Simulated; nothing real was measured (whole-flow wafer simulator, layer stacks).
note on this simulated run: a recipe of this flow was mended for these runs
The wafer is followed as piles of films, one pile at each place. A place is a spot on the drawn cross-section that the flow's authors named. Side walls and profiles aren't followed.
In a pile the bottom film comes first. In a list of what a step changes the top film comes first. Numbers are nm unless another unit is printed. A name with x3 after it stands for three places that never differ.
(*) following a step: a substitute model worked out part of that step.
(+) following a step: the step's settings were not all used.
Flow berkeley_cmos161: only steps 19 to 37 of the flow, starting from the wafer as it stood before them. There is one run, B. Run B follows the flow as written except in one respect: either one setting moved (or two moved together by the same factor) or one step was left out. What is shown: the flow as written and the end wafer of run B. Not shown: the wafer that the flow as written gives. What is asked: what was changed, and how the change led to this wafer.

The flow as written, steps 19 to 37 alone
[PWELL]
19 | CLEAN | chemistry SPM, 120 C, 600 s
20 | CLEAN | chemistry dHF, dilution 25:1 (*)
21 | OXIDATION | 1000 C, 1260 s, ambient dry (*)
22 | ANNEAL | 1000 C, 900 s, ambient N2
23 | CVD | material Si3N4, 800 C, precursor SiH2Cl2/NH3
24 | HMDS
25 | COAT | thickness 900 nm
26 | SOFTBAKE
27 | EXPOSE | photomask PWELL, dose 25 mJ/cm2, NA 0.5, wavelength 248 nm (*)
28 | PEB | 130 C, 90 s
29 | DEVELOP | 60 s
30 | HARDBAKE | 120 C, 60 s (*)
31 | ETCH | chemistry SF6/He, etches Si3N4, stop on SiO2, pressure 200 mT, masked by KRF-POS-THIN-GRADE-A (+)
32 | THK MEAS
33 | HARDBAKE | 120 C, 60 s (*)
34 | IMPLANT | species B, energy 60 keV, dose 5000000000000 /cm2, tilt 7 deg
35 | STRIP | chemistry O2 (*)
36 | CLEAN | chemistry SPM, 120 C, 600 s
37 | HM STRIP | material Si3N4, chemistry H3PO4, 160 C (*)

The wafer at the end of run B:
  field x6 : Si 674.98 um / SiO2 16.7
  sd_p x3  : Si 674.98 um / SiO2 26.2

Cause: step 37, HM STRIP: 149 C was run, whereas the flow has 160 C.

The path from the change to this, step by step:
  37 | HM STRIP | material Si3N4, chemistry H3PO4, 160 C (*)
      field x6: -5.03 SiO2 (it would be, as written: -11.6 SiO2)
      sd_p x3: -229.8 Si3N4 (all of it), -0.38 SiO2 (it would be, as written: -229.8 Si3N4 (all of it), -4.31 SiO2)
